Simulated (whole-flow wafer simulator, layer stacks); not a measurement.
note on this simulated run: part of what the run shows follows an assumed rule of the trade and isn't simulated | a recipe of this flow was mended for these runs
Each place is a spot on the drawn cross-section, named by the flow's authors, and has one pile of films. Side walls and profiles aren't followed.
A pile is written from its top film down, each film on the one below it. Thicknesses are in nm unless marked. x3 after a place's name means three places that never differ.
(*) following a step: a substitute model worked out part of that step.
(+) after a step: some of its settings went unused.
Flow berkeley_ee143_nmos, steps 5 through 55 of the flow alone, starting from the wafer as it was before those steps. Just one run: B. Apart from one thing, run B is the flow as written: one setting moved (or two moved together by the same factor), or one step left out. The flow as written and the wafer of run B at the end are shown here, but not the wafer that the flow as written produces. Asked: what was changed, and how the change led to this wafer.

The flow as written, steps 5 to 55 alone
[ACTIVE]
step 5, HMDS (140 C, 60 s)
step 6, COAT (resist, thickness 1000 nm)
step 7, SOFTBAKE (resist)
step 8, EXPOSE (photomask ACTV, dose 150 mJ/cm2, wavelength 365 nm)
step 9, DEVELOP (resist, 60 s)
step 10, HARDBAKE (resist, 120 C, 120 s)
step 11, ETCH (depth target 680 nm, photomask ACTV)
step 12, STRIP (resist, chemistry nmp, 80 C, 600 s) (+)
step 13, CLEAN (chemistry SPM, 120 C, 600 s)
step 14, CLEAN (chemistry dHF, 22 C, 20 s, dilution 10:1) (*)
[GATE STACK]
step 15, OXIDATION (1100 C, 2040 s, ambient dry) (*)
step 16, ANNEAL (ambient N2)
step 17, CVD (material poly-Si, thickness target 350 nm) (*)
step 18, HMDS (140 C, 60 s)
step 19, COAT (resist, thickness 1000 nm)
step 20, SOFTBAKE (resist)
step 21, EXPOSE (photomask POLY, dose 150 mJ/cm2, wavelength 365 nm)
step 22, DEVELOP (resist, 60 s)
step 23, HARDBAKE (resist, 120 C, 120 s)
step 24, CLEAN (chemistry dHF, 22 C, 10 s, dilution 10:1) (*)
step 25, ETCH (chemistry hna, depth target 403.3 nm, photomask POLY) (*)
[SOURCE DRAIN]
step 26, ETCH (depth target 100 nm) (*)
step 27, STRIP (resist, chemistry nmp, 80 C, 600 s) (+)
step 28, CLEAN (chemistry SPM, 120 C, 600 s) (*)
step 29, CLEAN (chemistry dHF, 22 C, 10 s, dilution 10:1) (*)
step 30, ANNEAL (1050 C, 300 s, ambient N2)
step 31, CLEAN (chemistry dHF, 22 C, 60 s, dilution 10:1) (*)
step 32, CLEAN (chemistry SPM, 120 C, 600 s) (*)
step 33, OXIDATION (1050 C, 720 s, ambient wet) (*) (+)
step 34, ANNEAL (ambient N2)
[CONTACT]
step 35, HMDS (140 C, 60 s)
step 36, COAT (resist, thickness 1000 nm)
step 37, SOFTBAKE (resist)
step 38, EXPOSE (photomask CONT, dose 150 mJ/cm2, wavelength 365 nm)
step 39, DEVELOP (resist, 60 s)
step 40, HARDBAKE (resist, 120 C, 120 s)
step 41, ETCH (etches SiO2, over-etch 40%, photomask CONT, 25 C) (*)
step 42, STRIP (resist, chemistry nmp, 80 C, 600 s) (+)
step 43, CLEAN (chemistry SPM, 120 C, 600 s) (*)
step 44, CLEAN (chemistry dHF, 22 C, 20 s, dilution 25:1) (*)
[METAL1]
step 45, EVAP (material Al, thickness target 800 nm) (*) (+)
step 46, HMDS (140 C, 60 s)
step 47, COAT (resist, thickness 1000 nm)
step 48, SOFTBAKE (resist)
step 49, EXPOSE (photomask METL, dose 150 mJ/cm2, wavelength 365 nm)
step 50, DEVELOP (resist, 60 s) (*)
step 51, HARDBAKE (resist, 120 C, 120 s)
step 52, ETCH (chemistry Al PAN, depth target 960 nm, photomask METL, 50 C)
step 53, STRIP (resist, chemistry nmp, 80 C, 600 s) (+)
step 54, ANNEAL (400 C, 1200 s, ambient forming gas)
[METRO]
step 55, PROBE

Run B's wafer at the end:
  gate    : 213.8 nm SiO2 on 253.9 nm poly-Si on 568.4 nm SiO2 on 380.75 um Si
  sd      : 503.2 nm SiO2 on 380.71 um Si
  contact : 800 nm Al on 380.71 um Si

Cause: step 11, ETCH: depth target 680 nm, photomask ACTV, was skipped.

How this came from the change, step by step:
  step 13, CLEAN (chemistry SPM, 120 C, 600 s)
      gate, sd, contact: nothing (as written it would have been: chemical SiO2 gains 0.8 (new film), Si loses 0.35)
  step 14, CLEAN (chemistry dHF, 22 C, 20 s, dilution 10:1) (*)
      gate, sd, contact: SiO2 loses 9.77 (as written it would have been: chemical SiO2 loses 0.8 (all of it))
  step 15, OXIDATION (1100 C, 2040 s, ambient dry) (*)
      gate, sd, contact: SiO2 gains 11.8, Si loses 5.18 (as written it would have been: SiO2 gains 79.7 (new film), Si loses 35.1)
  step 19, COAT (resist, thickness 1000 nm)
      gate: resist gains 1000 (new film) (as written it would have been: resist gains 1093.4 (new film))
      sd: resist gains 1000 (new film) (as written it would have been: resist gains 1066.2 (new film))
      (as well as at 2 more places)
  step 22, DEVELOP (resist, 60 s)
      sd: resist loses 1000 (all of it) (as written it would have been: resist loses 1066.2 (all of it))
      contact: resist loses 1000 (all of it) (as written it would have been: resist loses 1092 (all of it))
      (as well as at 1 more place)
  step 23, HARDBAKE (resist, 120 C, 120 s)
      gate: resist loses 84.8 (as written it would have been: resist loses 93.2)
  step 26, ETCH (depth target 100 nm) (*)
      sd, contact: SiO2 loses 100 (as written it would have been: SiO2 loses 78.6 (all of it))
  step 27, STRIP (resist, chemistry nmp, 80 C, 600 s) (+)
      gate: resist loses 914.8 (all of it) (as written it would have been: resist loses 999.8 (all of it))
  step 28, CLEAN (chemistry SPM, 120 C, 600 s) (*)
      sd, contact: nothing (as written it would have been: chemical SiO2 gains 0.8 (new film), Si loses 0.35)
  step 29, CLEAN (chemistry dHF, 22 C, 10 s, dilution 10:1) (*)
      sd, contact: SiO2 loses 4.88 (as written it would have been: chemical SiO2 loses 0.8 (all of it))
  step 31, CLEAN (chemistry dHF, 22 C, 60 s, dilution 10:1) (*)
      sd, contact: SiO2 loses 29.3 (as written it would have been: nothing)
  step 32, CLEAN (chemistry SPM, 120 C, 600 s) (*)
      sd, contact: nothing (as written it would have been: chemical SiO2 gains 0.8 (new film), Si loses 0.35)
  step 33, OXIDATION (1050 C, 720 s, ambient wet) (*) (+)
      sd, contact: SiO2 gains 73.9, Si loses 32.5 (as written it would have been: SiO2 gains 189.4 (new film), chemical SiO2 loses 0.8 (all of it), Si loses 83)
  step 36, COAT (resist, thickness 1000 nm)
      gate: resist gains 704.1 (new film) (as written it would have been: resist gains 822.5 (new film))
      contact: resist gains 1099.9 (new film) (as written it would have been: resist gains 1142.5 (new film))
      (as well as at 1 more place)
  step 39, DEVELOP (resist, 60 s)
      contact: resist loses 1099.9 (all of it) (as written it would have been: resist loses 1142.5 (all of it))
  step 40, HARDBAKE (resist, 120 C, 120 s)
      gate: resist loses 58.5 (as written it would have been: resist loses 69)
      field: resist loses 98.1 (as written it would have been: resist loses 71.4)
  ... 5 other steps ...
  step 53, STRIP (resist, chemistry nmp, 80 C, 600 s) (+)
      contact: resist loses 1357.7 (all of it) (as written it would have been: resist loses 1188.4 (all of it))
